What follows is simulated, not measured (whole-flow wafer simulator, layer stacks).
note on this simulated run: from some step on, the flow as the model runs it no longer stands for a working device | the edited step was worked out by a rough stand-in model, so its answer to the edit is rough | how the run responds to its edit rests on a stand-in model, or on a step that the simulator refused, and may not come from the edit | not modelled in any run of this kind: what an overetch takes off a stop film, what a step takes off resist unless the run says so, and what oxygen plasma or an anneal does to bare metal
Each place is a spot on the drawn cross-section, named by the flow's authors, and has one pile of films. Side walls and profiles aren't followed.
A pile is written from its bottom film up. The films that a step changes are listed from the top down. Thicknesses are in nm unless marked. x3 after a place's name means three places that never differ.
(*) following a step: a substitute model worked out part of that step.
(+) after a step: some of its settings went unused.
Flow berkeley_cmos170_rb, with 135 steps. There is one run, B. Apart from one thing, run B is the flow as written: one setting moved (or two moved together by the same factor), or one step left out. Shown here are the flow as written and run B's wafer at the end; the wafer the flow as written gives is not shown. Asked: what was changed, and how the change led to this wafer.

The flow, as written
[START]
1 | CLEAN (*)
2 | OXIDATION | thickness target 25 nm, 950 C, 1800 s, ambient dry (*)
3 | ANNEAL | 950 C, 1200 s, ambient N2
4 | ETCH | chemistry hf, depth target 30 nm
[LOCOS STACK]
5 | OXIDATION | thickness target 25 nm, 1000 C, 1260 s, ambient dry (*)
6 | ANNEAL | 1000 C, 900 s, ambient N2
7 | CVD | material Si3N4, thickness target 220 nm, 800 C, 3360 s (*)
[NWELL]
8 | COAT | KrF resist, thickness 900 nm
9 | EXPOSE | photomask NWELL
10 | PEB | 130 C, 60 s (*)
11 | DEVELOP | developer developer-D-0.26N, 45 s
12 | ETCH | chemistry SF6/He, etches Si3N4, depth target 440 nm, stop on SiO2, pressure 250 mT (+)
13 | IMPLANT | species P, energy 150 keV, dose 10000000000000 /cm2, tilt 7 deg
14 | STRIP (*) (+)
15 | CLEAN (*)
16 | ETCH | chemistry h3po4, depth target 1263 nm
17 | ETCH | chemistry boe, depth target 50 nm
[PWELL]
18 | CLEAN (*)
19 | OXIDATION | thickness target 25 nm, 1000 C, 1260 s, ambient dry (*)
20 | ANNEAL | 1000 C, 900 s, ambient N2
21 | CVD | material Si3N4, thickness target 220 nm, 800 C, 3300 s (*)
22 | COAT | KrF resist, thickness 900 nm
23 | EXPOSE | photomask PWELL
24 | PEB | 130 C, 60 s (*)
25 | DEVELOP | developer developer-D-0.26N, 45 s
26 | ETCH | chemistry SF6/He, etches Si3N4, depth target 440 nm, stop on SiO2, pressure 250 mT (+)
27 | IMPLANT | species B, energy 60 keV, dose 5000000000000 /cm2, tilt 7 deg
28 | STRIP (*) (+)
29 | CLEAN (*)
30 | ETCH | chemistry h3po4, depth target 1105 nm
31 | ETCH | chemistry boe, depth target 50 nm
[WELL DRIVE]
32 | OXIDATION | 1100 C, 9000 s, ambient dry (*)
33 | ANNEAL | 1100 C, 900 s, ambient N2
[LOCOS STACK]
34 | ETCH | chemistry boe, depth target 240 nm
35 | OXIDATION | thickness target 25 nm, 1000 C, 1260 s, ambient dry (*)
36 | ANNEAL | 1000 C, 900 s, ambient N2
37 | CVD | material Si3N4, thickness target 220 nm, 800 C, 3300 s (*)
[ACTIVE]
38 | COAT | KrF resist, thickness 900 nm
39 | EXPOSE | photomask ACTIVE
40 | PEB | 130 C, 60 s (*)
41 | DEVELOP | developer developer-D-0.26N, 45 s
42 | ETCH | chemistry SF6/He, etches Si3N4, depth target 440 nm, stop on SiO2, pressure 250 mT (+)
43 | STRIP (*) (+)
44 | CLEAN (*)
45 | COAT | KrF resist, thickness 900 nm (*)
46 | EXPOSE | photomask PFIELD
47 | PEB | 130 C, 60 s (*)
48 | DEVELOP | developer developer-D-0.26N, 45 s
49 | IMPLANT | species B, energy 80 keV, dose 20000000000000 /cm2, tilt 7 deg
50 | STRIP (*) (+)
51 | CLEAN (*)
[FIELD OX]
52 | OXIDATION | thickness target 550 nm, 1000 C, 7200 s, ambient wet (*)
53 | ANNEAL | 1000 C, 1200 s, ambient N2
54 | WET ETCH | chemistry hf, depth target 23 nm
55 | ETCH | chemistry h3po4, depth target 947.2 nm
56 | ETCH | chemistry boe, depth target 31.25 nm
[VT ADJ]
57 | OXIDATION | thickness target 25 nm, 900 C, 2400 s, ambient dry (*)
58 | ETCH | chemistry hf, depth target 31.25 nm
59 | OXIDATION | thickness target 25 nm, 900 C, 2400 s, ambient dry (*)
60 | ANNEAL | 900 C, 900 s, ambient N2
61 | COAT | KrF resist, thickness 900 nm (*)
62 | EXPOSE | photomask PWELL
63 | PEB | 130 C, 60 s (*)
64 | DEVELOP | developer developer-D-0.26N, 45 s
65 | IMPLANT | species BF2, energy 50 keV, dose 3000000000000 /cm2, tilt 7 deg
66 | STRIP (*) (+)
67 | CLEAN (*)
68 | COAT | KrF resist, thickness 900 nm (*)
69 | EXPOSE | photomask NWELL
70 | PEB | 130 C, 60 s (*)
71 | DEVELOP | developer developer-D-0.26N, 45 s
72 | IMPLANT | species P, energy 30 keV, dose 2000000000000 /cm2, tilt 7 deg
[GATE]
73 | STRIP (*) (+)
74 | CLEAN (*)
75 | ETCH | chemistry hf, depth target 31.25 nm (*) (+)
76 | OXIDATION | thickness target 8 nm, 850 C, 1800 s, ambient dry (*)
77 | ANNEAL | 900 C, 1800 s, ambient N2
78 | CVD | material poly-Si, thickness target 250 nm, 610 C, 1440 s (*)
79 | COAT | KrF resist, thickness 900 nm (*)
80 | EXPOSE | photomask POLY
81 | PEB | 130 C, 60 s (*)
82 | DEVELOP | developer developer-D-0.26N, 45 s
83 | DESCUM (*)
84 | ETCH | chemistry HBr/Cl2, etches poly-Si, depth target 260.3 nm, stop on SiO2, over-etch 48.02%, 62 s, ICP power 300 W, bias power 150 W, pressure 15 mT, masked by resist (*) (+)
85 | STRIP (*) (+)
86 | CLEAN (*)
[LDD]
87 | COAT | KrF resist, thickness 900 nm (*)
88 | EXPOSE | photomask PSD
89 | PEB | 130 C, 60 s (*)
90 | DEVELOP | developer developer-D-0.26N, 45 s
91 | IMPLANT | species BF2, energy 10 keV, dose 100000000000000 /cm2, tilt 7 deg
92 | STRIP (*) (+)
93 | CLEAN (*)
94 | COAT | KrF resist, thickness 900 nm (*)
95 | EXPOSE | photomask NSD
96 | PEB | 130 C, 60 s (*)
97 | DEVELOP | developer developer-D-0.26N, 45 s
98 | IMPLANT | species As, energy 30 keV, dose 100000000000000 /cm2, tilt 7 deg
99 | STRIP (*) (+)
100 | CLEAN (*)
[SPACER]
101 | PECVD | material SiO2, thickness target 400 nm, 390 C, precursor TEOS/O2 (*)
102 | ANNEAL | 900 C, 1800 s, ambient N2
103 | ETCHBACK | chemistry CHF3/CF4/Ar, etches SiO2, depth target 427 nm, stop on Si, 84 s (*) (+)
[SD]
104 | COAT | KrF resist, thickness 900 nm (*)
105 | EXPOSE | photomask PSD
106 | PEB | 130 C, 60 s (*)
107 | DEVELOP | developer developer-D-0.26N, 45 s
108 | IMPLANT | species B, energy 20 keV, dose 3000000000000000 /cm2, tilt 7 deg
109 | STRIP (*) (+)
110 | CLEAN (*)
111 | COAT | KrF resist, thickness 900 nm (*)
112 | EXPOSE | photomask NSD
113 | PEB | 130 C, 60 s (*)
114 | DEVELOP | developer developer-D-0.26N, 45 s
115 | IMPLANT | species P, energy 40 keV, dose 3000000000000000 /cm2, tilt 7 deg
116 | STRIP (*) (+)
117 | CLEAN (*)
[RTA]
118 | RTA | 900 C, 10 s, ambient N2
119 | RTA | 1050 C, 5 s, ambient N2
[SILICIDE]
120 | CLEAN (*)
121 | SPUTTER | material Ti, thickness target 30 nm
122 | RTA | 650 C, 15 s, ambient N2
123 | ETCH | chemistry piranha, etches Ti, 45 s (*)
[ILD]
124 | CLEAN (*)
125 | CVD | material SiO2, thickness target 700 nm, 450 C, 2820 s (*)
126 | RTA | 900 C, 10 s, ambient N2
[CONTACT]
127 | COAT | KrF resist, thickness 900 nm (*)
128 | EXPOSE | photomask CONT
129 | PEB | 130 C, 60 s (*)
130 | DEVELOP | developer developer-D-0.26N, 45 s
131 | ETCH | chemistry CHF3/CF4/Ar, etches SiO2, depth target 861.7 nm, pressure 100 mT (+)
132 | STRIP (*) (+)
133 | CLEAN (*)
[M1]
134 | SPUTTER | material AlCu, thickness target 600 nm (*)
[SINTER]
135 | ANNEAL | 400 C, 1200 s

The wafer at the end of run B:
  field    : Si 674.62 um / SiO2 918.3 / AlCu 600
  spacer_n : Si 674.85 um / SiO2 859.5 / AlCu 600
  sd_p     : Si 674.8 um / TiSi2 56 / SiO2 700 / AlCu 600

Cause: step 101, PECVD: thickness target 160 nm was run, though the flow has thickness target 400 nm.

How this came from the change, step by step:
  101 | PECVD | material SiO2, thickness target 400 nm, 390 C, precursor TEOS/O2 (*)
      field, sd_n, contact, m1: +160 SiO2 (it would be, as written: +400 SiO2)
      gate, gate_p: +160 SiO2 (new film) (it would be, as written: +400 SiO2 (new film))
      (as well as at 3 more places)
  103 | ETCHBACK | chemistry CHF3/CF4/Ar, etches SiO2, depth target 427 nm, stop on Si, 84 s (*) (+)
      spacer_n, spacer_p: nothing (it would be, as written: -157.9 SiO2)
      sd_n, contact, m1: -166.1 SiO2 (all of it) (it would be, as written: -406.1 SiO2 (all of it))
      (as well as at 3 more places)
  104 | COAT | KrF resist, thickness 900 nm (*)
      field: +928 KrF resist (new film) (it would be, as written: +769.1 KrF resist (new film))
      sd_n: +908.1 KrF resist (new film) (it would be, as written: +982.1 KrF resist (new film))
      (as well as at 7 more places)
  107 | DEVELOP | developer developer-D-0.26N, 45 s
      sd_p: -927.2 KrF resist (all of it) (it would be, as written: -990.7 KrF resist (all of it))
      spacer_p: -790.3 KrF resist (all of it) (it would be, as written: -767.7 KrF resist (all of it))
      (as well as at 1 more place)
  109 | STRIP (*) (+)
      field: -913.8 KrF resist (all of it) (it would be, as written: -754.9 KrF resist (all of it))
      sd_n: -893.9 KrF resist (all of it) (it would be, as written: -967.9 KrF resist (all of it))
      (as well as at 4 more places)
  111 | COAT | KrF resist, thickness 900 nm (*)
      field: +928 KrF resist (new film) (it would be, as written: +769.1 KrF resist (new film))
      sd_n: +908.1 KrF resist (new film) (it would be, as written: +982.1 KrF resist (new film))
      (as well as at 7 more places)
  114 | DEVELOP | developer developer-D-0.26N, 45 s
      sd_n: -908.1 KrF resist (all of it) (it would be, as written: -982.1 KrF resist (all of it))
      spacer_n: -790.1 KrF resist (all of it) (it would be, as written: -766.3 KrF resist (all of it))
      (as well as at 2 more places)
  116 | STRIP (*) (+)
      field: -913.8 KrF resist (all of it) (it would be, as written: -754.9 KrF resist (all of it))
      sd_p: -913 KrF resist (all of it) (it would be, as written: -976.5 KrF resist (all of it))
      (as well as at 3 more places)
  121 | SPUTTER | material Ti, thickness target 30 nm
      sd_p: +30 Ti (new film) (it would be, as written: +27.1 Ti (new film))
  122 | RTA | 650 C, 15 s, ambient N2
      sd_p: -23.4 Ti, +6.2 TiSi first (new film), +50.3 TiSi2 C49 (new film), -49 Si (it would be, as written: -21.1 Ti, +0.61 TiSi first (new film), +52.9 TiSi2 C49 (new film), -47.6 Si)
  123 | ETCH | chemistry piranha, etches Ti, 45 s (*)
      sd_p: -6.6 Ti (all of it) (it would be, as written: -5.96 Ti (all of it))
  126 | RTA | 900 C, 10 s, ambient N2
      sd_p: under 1 film: +56 TiSi2 (new film), -6.2 TiSi first (all of it), -50.3 TiSi2 C49 (all of it), -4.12 Si (it would be, as written: under 1 film: +50.7 TiSi2 (new film), -0.61 TiSi first (all of it), -52.9 TiSi2 C49 (all of it), -0.41 Si)
  127 | COAT | KrF resist, thickness 900 nm (*)
      field: +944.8 KrF resist (new film) (it would be, as written: +804.9 KrF resist (new film))
      sd_n: +919.2 KrF resist (new film) (it would be, as written: +1010 KrF resist (new film))
      (as well as at 5 more places)
  130 | DEVELOP | developer developer-D-0.26N, 45 s
      contact: -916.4 KrF resist (all of it) (it would be, as written: -979.7 KrF resist (all of it))
  132 | STRIP (*) (+)
      field: -715.1 KrF resist (all of it) (it would be, as written: -575.3 KrF resist (all of it))
      sd_n: -689.5 KrF resist (all of it) (it would be, as written: -780.4 KrF resist (all of it))
      (as well as at 4 more places)
  134 | SPUTTER | material AlCu, thickness target 600 nm (*)
      sd_p: +600 AlCu (new film) (it would be, as written: +545.9 AlCu (new film))
